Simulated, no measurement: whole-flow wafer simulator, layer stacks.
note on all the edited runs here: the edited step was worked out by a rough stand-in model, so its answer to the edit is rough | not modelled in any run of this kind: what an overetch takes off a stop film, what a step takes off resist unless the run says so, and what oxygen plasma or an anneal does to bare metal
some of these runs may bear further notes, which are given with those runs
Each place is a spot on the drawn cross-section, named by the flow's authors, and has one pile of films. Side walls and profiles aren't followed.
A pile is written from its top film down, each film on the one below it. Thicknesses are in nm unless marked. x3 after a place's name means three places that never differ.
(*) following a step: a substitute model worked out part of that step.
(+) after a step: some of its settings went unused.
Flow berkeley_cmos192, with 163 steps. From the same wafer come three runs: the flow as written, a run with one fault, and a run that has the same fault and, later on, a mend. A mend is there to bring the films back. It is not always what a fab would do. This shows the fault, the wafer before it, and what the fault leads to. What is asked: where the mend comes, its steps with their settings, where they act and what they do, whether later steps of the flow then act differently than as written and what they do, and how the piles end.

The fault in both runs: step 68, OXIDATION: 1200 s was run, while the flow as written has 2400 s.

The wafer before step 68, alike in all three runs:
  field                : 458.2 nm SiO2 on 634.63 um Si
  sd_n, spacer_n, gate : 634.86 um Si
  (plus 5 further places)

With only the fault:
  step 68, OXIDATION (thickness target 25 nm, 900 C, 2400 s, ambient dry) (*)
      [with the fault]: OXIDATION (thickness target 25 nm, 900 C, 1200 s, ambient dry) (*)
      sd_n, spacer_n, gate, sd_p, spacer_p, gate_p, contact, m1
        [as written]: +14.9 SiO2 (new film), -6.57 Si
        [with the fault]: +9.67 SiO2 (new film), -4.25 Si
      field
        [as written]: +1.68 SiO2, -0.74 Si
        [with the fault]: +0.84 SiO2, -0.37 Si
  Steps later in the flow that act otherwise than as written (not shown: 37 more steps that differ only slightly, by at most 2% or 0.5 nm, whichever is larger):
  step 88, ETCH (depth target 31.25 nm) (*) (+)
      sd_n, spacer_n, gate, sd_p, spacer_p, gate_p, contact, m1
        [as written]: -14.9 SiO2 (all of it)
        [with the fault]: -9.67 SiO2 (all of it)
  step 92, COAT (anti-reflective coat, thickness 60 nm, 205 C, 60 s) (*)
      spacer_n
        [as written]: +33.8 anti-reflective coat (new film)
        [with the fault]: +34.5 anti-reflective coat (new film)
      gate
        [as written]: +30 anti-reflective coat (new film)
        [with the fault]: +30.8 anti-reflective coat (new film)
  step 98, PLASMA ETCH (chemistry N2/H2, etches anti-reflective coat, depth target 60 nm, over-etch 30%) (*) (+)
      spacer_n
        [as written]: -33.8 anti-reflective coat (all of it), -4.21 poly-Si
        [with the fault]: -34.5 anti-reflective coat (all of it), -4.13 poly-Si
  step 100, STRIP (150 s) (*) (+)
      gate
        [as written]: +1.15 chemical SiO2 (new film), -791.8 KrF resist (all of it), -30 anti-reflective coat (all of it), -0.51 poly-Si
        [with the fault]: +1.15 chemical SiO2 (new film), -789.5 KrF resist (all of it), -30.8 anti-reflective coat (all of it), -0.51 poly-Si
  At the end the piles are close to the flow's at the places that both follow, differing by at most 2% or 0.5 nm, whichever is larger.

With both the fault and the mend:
  After step 68 comes the mend.
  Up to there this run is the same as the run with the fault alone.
  step 68a, OXIDATION (thickness target 25 nm, 900 C, 1200 s, ambient dry) (*) (a further turn of the flow's step 68, with different settings)
      sd_n, spacer_n, gate, sd_p, spacer_p, gate_p, contact, m1
        +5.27 SiO2, -2.32 Si
      field
        +0.84 SiO2, -0.37 Si
  None of the later steps of the flow acts differently than as written at any place that is followed.
  By the end, the piles equal the flow's at every place that both follow.
